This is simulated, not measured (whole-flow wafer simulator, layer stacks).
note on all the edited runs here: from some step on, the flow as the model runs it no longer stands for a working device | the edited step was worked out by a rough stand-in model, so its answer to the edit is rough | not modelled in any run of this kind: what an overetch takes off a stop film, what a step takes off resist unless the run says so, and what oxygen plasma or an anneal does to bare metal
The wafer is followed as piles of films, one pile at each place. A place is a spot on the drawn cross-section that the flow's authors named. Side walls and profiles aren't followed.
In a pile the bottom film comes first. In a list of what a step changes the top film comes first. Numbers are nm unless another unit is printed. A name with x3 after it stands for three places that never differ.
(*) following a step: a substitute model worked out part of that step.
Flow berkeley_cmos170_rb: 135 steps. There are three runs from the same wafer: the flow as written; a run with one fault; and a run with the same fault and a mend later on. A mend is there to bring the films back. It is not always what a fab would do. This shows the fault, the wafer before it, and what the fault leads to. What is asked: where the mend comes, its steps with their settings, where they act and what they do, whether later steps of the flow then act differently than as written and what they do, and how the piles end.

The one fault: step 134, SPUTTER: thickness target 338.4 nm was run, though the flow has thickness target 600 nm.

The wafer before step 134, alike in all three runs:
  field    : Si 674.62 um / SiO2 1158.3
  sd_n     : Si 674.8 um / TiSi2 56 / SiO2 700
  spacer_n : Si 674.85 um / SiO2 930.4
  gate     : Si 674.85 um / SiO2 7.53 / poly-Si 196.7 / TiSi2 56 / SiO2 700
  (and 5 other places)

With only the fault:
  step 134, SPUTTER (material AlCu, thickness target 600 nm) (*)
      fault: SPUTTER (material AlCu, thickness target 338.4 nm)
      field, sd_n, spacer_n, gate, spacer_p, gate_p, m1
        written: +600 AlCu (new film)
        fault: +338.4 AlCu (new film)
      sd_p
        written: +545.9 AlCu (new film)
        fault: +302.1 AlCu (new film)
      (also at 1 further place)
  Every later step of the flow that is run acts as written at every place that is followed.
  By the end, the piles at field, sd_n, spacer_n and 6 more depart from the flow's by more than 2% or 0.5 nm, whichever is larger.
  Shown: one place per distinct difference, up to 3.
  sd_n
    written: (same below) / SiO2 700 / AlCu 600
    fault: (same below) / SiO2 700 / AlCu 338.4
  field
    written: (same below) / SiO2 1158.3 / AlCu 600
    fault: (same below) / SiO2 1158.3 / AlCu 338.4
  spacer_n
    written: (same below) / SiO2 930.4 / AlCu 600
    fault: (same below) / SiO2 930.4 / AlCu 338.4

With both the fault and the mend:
  The mend follows step 134.
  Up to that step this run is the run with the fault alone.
  step 134a, ETCH (chemistry al pan, depth target 388.9 nm)
      field, sd_n, spacer_n, gate, spacer_p, gate_p, m1
        -338.4 AlCu (all of it)
      sd_p
        -302.1 AlCu (all of it)
      contact
        -238.6 AlCu (all of it)
  step 134b, SPUTTER (material AlCu, thickness target 600 nm) (*) (the flow's step 134 again)
      field, sd_n, spacer_n, gate, spacer_p, gate_p, m1
        +600 AlCu (new film)
      sd_p
        +545.9 AlCu (new film)
      contact
        +415.1 AlCu (new film)
  Every later step of the flow that is run acts as written at every place that is followed.
  By the end, the piles equal the flow's at every place that both follow.
